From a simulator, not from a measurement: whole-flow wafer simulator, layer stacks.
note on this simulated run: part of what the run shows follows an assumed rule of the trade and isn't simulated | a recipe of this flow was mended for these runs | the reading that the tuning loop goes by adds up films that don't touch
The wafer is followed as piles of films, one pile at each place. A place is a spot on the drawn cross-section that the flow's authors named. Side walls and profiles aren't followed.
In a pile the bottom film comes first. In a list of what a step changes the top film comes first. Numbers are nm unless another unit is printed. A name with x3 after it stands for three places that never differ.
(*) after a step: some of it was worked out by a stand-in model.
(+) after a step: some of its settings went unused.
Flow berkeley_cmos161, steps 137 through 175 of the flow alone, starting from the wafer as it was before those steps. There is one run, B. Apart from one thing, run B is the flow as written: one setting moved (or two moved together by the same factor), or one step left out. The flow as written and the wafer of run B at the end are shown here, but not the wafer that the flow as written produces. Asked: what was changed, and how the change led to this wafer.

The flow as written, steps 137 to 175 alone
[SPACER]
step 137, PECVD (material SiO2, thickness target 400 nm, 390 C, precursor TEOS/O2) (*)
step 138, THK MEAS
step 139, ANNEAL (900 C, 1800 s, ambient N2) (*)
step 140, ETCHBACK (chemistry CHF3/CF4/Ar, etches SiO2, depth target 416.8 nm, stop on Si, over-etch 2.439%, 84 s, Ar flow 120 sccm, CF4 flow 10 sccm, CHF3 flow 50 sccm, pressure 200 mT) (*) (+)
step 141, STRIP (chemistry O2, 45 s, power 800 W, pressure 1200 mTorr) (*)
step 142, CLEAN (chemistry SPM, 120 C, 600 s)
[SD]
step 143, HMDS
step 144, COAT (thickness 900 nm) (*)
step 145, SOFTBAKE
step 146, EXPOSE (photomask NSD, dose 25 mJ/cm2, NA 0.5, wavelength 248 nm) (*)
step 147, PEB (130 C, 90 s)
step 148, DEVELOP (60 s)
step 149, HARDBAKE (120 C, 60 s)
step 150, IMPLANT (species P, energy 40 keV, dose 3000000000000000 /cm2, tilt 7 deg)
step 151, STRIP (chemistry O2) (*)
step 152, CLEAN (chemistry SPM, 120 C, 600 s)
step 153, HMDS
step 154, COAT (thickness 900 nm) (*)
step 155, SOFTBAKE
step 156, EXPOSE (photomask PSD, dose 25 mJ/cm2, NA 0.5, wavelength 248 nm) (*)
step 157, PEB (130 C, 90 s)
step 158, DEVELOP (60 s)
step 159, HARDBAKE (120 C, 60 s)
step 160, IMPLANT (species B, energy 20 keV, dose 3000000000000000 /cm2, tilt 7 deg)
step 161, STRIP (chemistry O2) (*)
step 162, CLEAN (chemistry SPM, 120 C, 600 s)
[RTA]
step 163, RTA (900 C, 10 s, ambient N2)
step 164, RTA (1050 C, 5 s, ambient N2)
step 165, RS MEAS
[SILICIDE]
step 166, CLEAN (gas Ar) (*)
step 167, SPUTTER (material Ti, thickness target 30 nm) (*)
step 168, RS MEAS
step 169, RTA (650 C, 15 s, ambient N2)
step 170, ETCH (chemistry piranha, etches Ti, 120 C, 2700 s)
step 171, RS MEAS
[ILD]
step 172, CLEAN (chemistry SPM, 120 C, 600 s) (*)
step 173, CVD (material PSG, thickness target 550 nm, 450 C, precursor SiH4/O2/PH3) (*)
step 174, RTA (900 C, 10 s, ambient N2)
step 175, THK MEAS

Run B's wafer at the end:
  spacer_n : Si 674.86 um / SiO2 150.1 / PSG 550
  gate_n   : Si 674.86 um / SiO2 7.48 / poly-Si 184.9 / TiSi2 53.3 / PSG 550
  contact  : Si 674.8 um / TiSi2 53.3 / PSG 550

Cause: step 137, PECVD: thickness target 340 nm was run, though the flow has thickness target 400 nm.

How this came from the change, step by step:
  step 137, PECVD (material SiO2, thickness target 400 nm, 390 C, precursor TEOS/O2) (*)
      field, sd_n, contact, m1: +340 SiO2 (it would be, as written: +400 SiO2)
      spacer_n, sd_p, spacer_p: +327.8 SiO2 (it would be, as written: +385.3 SiO2)
      (and at 2 other places as well)
  step 139, ANNEAL (900 C, 1800 s, ambient N2) (*)
      field, sd_n, gate_n, gate_p, contact, m1: -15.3 SiO2 (it would be, as written: -18 SiO2)
      spacer_n, sd_p, spacer_p: -14.8 SiO2 (it would be, as written: -17.3 SiO2)
  step 140, ETCHBACK (chemistry CHF3/CF4/Ar, etches SiO2, depth target 416.8 nm, stop on Si, over-etch 2.439%, 84 s, Ar flow 120 sccm, CF4 flow 10 sccm, CHF3 flow 50 sccm, pressure 200 mT) (*) (+)
      gate_n, gate_p: -324.7 SiO2 (all of it), -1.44 chemical SiO2 (all of it), -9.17 poly-Si (it would be, as written: -382 SiO2 (all of it), -1.44 chemical SiO2 (all of it), -3.96 poly-Si)
      sd_n: -330.6 SiO2 (all of it), -9.17 Si (it would be, as written: -387.9 SiO2 (all of it), -3.96 Si)
      (and at 3 other places as well)
  step 144, COAT (thickness 900 nm) (*)
      sd_n: +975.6 KrF-resist (new film) (it would be, as written: +1006.2 KrF-resist (new film))
      spacer_n: +838 KrF-resist (new film) (it would be, as written: +813 KrF-resist (new film))
      (and at 6 other places as well)
  step 148, DEVELOP (60 s)
      sd_n: -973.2 KrF-resist (all of it) (it would be, as written: -1003.8 KrF-resist (all of it))
      spacer_n: -836 KrF-resist (all of it) (it would be, as written: -811.1 KrF-resist (all of it))
      (and at 3 other places as well)
  step 149, HARDBAKE (120 C, 60 s)
      sd_p: -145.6 KrF-resist (it would be, as written: -149.5 KrF-resist)
      spacer_p: -123.1 KrF-resist (it would be, as written: -118.9 KrF-resist)
      (and at 1 other place as well)
  step 151, STRIP (chemistry O2) (*)
      gate_p: -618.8 KrF-resist (all of it), +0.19 chemical SiO2 (it would be, as written: -639.6 KrF-resist (all of it), +0.2 chemical SiO2, -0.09 poly-Si)
      sd_p: -821.9 KrF-resist (all of it), +0.19 chemical SiO2, -0.09 Si (it would be, as written: -844.3 KrF-resist (all of it), +0.2 chemical SiO2, -0.09 Si)
      (and at 1 other place as well)
  step 154, COAT (thickness 900 nm) (*)
      sd_n: +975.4 KrF-resist (new film) (it would be, as written: +1006.1 KrF-resist (new film))
      spacer_n: +838.1 KrF-resist (new film) (it would be, as written: +813.2 KrF-resist (new film))
      (and at 6 other places as well)
  step 158, DEVELOP (60 s)
      sd_p: -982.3 KrF-resist (all of it) (it would be, as written: -1008.7 KrF-resist (all of it))
      spacer_p: -831.9 KrF-resist (all of it) (it would be, as written: -804.3 KrF-resist (all of it))
      (and at 1 other place as well)
  step 159, HARDBAKE (120 C, 60 s)
      sd_n: -144.2 KrF-resist (it would be, as written: -148.7 KrF-resist)
      spacer_n: -123.7 KrF-resist (it would be, as written: -120 KrF-resist)
      (and at 3 other places as well)
  step 161, STRIP (chemistry O2) (*)
      sd_n: -814 KrF-resist (all of it), +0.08 chemical SiO2 (it would be, as written: -840 KrF-resist (all of it), +0.08 chemical SiO2)
      spacer_n: -697.5 KrF-resist (all of it) (it would be, as written: -676.4 KrF-resist (all of it))
      (and at 3 other places as well)
